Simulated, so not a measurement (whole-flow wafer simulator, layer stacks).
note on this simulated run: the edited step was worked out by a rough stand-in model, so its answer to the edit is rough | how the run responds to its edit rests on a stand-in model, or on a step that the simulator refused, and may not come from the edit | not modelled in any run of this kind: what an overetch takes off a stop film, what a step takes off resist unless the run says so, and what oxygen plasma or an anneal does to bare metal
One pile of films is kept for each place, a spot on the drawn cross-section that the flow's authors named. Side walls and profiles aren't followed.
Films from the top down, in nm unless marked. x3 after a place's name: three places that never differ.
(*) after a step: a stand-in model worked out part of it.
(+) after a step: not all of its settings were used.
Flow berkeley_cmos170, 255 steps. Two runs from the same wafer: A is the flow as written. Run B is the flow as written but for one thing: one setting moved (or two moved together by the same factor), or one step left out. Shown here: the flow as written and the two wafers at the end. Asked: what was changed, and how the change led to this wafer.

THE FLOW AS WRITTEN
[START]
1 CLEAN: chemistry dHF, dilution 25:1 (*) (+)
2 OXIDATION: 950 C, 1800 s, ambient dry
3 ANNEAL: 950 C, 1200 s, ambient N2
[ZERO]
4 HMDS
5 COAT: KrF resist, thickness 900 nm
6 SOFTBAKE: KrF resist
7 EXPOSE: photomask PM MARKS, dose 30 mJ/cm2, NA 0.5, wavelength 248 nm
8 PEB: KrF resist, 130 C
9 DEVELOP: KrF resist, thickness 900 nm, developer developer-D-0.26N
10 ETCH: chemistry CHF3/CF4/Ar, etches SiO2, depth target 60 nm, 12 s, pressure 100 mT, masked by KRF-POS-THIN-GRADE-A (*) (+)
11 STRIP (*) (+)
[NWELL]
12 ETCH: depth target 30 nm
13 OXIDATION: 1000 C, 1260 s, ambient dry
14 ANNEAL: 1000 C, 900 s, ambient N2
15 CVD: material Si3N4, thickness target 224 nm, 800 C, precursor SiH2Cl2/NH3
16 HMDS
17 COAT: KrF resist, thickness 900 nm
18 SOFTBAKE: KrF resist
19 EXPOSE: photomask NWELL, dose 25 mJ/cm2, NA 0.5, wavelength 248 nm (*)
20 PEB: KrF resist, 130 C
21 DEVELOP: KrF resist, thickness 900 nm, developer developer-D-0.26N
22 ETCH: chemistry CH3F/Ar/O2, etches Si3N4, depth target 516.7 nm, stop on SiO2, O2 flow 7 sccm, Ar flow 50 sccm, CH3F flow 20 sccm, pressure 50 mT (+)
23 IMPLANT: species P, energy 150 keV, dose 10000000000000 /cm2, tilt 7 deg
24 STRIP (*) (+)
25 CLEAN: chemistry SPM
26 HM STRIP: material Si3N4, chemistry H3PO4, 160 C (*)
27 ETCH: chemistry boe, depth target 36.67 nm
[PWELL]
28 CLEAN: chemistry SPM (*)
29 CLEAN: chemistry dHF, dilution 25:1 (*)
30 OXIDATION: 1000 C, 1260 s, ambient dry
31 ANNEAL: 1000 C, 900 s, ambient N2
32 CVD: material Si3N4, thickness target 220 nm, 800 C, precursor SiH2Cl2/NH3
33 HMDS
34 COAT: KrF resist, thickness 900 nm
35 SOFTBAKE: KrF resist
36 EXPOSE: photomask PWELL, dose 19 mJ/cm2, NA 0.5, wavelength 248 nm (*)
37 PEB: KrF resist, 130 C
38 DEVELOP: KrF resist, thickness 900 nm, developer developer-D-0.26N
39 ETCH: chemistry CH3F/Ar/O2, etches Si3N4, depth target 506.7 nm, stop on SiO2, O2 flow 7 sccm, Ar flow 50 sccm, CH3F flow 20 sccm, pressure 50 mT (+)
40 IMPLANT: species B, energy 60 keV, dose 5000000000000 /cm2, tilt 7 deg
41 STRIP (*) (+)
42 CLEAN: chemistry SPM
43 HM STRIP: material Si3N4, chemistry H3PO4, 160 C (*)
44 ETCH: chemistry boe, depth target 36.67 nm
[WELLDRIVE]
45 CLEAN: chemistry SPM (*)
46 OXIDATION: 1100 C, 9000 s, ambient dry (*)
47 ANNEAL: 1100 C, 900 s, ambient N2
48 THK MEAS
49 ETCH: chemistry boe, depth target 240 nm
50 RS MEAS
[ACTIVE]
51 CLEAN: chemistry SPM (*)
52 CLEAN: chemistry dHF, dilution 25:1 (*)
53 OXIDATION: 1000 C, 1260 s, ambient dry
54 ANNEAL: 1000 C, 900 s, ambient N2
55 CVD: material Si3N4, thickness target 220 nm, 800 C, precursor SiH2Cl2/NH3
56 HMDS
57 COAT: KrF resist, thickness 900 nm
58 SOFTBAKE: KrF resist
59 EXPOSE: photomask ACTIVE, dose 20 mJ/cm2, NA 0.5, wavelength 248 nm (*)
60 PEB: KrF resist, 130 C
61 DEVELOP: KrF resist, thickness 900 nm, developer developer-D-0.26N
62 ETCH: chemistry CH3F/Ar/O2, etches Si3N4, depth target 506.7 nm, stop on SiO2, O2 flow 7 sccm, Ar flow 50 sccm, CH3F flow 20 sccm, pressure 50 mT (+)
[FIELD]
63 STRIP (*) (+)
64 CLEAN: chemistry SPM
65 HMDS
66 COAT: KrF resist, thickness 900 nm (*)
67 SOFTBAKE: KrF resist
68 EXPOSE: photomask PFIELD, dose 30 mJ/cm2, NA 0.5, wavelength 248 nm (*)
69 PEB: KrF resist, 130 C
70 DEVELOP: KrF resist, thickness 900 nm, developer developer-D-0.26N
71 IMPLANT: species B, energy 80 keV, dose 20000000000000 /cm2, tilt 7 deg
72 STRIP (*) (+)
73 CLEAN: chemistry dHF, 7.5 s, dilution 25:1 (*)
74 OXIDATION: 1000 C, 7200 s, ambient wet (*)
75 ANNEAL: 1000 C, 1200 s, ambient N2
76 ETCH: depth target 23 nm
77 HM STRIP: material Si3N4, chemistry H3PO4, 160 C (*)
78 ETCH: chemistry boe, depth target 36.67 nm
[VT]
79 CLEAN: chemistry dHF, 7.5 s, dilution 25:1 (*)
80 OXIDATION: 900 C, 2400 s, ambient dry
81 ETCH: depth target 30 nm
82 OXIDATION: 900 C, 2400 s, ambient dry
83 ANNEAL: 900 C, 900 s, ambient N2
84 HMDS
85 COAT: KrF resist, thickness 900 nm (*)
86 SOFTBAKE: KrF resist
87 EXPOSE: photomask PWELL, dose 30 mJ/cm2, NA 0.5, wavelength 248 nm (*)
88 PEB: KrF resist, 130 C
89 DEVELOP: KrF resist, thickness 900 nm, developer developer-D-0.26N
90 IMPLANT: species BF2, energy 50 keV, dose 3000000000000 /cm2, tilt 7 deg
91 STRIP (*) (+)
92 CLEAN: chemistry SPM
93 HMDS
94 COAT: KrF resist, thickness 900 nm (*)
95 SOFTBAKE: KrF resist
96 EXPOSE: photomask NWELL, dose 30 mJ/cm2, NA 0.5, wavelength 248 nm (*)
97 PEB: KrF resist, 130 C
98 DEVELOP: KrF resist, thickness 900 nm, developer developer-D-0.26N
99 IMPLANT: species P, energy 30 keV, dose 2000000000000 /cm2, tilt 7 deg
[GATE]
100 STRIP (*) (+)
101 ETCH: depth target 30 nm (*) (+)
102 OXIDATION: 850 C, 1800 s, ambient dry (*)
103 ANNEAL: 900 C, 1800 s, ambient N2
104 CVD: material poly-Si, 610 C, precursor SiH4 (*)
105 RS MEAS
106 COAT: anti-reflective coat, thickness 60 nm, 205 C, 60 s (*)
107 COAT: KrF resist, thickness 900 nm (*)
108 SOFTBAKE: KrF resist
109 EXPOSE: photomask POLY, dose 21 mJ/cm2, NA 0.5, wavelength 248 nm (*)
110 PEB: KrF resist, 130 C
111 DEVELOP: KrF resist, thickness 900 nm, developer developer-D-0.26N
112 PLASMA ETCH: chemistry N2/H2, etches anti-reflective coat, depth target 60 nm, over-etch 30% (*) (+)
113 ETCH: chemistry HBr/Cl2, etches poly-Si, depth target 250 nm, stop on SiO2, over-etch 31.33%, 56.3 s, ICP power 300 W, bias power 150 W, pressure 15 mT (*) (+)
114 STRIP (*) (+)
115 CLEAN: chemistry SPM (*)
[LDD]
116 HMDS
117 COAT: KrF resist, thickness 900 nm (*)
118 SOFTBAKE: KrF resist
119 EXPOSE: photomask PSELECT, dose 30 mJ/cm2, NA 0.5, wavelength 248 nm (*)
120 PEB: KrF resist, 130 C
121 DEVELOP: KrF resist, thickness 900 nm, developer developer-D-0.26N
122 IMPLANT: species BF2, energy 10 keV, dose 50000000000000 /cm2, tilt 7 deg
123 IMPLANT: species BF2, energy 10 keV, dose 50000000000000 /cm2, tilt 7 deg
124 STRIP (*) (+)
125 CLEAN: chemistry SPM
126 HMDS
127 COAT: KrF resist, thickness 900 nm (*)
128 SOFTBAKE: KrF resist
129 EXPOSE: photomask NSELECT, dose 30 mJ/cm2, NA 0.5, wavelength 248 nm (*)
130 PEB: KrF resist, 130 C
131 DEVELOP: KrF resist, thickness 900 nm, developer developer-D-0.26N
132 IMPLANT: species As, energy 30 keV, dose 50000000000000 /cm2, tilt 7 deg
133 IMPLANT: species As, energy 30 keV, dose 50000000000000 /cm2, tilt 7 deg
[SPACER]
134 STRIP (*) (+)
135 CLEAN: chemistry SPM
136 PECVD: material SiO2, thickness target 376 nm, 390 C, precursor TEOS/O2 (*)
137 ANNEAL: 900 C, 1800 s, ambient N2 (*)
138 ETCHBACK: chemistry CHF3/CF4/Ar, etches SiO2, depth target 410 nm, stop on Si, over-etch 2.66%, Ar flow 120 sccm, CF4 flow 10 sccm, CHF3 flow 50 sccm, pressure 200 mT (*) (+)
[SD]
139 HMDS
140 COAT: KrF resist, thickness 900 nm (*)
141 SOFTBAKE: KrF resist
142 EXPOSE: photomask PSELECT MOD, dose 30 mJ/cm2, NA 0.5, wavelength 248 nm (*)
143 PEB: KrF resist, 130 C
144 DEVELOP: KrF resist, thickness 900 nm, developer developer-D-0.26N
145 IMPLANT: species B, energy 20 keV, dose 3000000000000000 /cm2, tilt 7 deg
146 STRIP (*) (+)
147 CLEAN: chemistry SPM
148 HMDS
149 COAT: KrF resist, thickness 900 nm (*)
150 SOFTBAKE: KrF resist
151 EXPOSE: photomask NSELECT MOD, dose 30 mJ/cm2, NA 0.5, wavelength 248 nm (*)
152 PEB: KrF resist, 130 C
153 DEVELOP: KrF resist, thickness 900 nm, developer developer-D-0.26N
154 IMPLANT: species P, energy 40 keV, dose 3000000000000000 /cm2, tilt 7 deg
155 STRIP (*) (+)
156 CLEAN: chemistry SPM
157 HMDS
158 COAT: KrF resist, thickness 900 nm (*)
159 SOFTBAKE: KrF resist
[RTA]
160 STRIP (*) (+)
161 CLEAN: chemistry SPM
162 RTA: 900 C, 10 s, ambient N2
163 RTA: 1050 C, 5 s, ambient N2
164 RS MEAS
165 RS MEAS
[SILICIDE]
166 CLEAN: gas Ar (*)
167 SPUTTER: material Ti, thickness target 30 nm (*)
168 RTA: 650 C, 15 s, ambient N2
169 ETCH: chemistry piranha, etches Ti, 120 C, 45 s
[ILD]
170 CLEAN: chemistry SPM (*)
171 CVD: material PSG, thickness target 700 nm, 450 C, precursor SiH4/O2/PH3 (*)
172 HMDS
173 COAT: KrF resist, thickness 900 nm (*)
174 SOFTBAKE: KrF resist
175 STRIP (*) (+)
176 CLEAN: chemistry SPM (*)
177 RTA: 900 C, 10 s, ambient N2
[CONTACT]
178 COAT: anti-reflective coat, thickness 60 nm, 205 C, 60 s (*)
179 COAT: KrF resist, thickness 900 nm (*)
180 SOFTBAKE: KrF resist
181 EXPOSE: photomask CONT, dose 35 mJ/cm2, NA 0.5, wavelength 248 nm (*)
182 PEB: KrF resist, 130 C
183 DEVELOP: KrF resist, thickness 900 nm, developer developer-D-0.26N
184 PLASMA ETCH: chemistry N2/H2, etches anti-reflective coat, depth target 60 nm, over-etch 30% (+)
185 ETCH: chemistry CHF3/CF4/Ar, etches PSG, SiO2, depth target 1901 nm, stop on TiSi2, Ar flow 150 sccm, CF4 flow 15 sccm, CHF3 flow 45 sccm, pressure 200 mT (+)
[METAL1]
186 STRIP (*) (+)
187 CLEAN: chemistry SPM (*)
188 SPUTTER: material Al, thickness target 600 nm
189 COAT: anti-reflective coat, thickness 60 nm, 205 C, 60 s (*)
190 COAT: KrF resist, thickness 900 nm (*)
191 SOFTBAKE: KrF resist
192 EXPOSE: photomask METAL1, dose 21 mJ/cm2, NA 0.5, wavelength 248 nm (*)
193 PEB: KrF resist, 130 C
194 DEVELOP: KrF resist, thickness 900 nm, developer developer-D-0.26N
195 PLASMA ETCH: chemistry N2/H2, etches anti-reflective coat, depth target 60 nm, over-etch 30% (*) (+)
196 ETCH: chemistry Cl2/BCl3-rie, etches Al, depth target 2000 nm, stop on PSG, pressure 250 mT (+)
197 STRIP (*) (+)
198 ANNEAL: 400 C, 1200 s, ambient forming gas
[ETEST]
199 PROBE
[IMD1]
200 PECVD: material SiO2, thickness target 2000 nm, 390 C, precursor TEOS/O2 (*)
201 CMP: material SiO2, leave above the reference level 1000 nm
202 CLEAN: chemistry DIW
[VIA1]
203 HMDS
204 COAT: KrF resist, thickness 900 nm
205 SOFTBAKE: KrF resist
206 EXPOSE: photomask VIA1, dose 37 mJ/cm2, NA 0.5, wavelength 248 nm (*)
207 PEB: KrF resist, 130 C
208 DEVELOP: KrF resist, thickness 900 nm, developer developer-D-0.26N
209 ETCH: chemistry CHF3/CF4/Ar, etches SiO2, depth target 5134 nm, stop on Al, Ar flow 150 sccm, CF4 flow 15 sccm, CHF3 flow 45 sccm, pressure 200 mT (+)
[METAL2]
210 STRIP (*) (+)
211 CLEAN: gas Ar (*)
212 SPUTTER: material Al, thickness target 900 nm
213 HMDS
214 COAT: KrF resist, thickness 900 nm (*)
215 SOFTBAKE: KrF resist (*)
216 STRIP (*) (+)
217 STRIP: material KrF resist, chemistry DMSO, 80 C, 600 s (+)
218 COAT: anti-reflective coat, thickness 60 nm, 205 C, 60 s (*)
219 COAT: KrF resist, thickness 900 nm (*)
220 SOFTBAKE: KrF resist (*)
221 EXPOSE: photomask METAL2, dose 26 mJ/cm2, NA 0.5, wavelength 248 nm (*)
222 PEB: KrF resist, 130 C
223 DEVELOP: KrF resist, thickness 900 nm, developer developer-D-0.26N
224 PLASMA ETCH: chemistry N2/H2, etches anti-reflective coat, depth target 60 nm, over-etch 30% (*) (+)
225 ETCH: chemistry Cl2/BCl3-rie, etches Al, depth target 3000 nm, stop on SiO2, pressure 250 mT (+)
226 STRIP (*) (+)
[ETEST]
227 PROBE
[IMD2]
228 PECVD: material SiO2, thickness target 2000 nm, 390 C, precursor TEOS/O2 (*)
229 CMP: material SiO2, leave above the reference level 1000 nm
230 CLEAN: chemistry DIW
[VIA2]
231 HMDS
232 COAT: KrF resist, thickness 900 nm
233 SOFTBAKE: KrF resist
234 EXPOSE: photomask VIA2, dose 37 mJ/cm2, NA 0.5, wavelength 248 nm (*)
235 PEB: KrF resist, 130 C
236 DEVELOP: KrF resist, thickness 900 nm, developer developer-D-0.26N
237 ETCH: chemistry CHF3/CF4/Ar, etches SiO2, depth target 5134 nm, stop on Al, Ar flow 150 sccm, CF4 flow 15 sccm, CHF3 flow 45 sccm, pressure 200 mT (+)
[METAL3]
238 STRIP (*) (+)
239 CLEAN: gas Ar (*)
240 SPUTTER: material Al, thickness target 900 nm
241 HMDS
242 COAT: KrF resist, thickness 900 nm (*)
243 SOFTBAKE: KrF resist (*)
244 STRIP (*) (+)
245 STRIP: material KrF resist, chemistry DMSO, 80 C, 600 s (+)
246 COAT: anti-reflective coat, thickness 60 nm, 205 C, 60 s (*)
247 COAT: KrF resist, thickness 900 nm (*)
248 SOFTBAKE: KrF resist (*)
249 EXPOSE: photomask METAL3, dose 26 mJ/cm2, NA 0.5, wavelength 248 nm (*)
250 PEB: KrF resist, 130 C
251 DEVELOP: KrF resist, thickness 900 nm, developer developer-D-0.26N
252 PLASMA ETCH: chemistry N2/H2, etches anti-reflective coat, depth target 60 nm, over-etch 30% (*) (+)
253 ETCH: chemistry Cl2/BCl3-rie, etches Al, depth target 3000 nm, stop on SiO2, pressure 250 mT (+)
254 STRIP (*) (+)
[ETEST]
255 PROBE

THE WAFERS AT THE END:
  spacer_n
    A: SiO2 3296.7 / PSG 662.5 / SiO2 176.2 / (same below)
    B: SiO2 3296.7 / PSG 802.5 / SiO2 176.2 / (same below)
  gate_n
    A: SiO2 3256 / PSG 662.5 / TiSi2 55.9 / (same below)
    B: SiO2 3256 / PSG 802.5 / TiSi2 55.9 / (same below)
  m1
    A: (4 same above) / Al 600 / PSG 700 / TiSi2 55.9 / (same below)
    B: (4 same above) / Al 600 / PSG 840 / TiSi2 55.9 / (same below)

The cause: step 171, CVD: thickness target 840 nm was run, where the flow has thickness target 700 nm.
It can be read off the wafer: m1 has PSG 840, and step 171 as written asks for 700 nm.

How the change led to this, step by step:
  171 CVD: material PSG, thickness target 700 nm, 450 C, precursor SiH4/O2/PH3 (*)
      field, sd_n, spacer_n and 9 more: A PSG +700 (new film) | B PSG +840 (new film)
  185 ETCH: chemistry CHF3/CF4/Ar, etches PSG, SiO2, depth target 1901 nm, stop on TiSi2, Ar flow 150 sccm, CF4 flow 15 sccm, CHF3 flow 45 sccm, pressure 200 mT (+)
      field, sd_n, spacer_n and 8 more: A KrF resist -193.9 | B KrF resist -228.9
      contact: A PSG -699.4 (all of it), TiSi2 -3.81 | B PSG -839.4 (all of it), TiSi2 -3.81
  186 STRIP (*) (+)
      field: A KrF resist -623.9 (all of it), anti-reflective coat -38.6 (all of it) | B KrF resist -588.5 (all of it), anti-reflective coat -38.8 (all of it)
      sd_n: A KrF resist -643.8 (all of it), anti-reflective coat -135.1 (all of it) | B KrF resist -607.5 (all of it), anti-reflective coat -136.3 (all of it)
      (and at 9 more places)
  188 SPUTTER: material Al, thickness target 600 nm
      contact: A Al +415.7 (new film) | B Al +382.9 (new film)
  189 COAT: anti-reflective coat, thickness 60 nm, 205 C, 60 s (*)
      sd_n: A anti-reflective coat +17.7 (new film) | B anti-reflective coat +11.2 (new film)
      contact: A anti-reflective coat +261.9 (new film) | B anti-reflective coat +298 (new film)
  190 COAT: KrF resist, thickness 900 nm (*)
      contact: A KrF resist +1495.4 (new film) | B KrF resist +1603.5 (new film)
  195 PLASMA ETCH: chemistry N2/H2, etches anti-reflective coat, depth target 60 nm, over-etch 30% (*) (+)
      sd_n: A anti-reflective coat -17.7 (all of it) | B anti-reflective coat -11.2 (all of it)
  197 STRIP (*) (+)
      contact: A KrF resist -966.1 (all of it), anti-reflective coat -261.9 (all of it) | B KrF resist -1073.6 (all of it), anti-reflective coat -298 (all of it)
  201 CMP: material SiO2, leave above the reference level 1000 nm
      contact: A SiO2 -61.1 | B nothing
  204 COAT: KrF resist, thickness 900 nm
      contact: A KrF resist +900 (new film) | B KrF resist +1021.1 (new film)
  210 STRIP (*) (+)
      contact: A KrF resist -608.9 (all of it) | B KrF resist -729.8 (all of it)
  214 COAT: KrF resist, thickness 900 nm (*)
      contact: A KrF resist +889.8 (new film) | B KrF resist +1014.6 (new film)
  216 STRIP (*) (+)
      contact: A KrF resist -889.8 (all of it) | B KrF resist -1014.6 (all of it)
  218 COAT: anti-reflective coat, thickness 60 nm, 205 C, 60 s (*)
      sd_n: A anti-reflective coat +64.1 (new film) | B anti-reflective coat +30.4 (new film)
      sd_p: A anti-reflective coat +59.7 (new film) | B anti-reflective coat +62.3 (new film)
      (and at 1 more place)
  219 COAT: KrF resist, thickness 900 nm (*)
      contact: A KrF resist +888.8 (new film) | B KrF resist +966 (new film)
  224 PLASMA ETCH: chemistry N2/H2, etches anti-reflective coat, depth target 60 nm, over-etch 30% (*) (+)
      contact, m1, via1, m2, via2: A KrF resist -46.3 | B KrF resist -45
      sd_n: A anti-reflective coat -64.1 (all of it) | B anti-reflective coat -30.4 (all of it)
      (and at 1 more place)
  ... 1 more step ...
  229 CMP: material SiO2, leave above the reference level 1000 nm
      contact: A SiO2 -1000 | B SiO2 -854.5
